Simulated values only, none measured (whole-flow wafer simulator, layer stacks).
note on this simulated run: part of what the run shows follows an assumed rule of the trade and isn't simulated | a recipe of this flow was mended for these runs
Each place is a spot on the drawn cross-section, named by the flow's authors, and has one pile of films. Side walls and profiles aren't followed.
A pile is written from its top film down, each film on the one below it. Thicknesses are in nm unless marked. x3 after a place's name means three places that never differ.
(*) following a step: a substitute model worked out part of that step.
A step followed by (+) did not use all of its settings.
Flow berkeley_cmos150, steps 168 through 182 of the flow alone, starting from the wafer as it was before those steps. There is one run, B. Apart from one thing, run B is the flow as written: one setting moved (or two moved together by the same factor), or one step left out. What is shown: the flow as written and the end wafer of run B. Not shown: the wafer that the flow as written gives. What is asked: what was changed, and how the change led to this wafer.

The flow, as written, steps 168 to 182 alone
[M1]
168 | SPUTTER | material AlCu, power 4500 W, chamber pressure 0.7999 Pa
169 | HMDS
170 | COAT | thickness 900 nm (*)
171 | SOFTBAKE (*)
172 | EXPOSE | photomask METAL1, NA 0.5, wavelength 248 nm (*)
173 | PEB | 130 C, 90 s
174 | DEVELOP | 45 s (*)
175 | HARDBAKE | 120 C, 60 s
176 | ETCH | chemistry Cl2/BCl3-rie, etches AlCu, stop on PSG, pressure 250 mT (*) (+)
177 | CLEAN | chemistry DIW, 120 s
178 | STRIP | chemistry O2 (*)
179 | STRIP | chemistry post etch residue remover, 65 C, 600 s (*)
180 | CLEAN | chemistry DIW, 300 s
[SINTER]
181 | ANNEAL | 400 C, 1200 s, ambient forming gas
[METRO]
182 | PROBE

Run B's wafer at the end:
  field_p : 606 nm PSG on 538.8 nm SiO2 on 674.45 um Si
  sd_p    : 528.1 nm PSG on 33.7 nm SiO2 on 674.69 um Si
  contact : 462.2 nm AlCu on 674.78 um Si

What caused this: step 168, SPUTTER: power 4725 W was run, though the flow has power 4500 W.

The path from the change to this, step by step:
  168 | SPUTTER | material AlCu, power 4500 W, chamber pressure 0.7999 Pa
      field, sd_n, gate_n, gate_p, m1: +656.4 AlCu (new film) (as written it would have been: +626.1 AlCu (new film))
      field_p: +656.4 AlCu (new film) (as written it would have been: +619.8 AlCu (new film))
      (as well as at 2 more places)
  176 | ETCH | chemistry Cl2/BCl3-rie, etches AlCu, stop on PSG, pressure 250 mT (*) (+)
      field, sd_n, gate_n, gate_p: -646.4 AlCu (all of it), -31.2 PSG (as written it would have been: -616.1 AlCu (all of it), -31.2 PSG)
      contact, m1: -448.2 thick-KrF-resist (as written it would have been: -433.1 thick-KrF-resist)
      (as well as at 2 more places)
  178 | STRIP | chemistry O2 (*)
      m1: -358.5 thick-KrF-resist (all of it) (as written it would have been: -373.8 thick-KrF-resist (all of it))
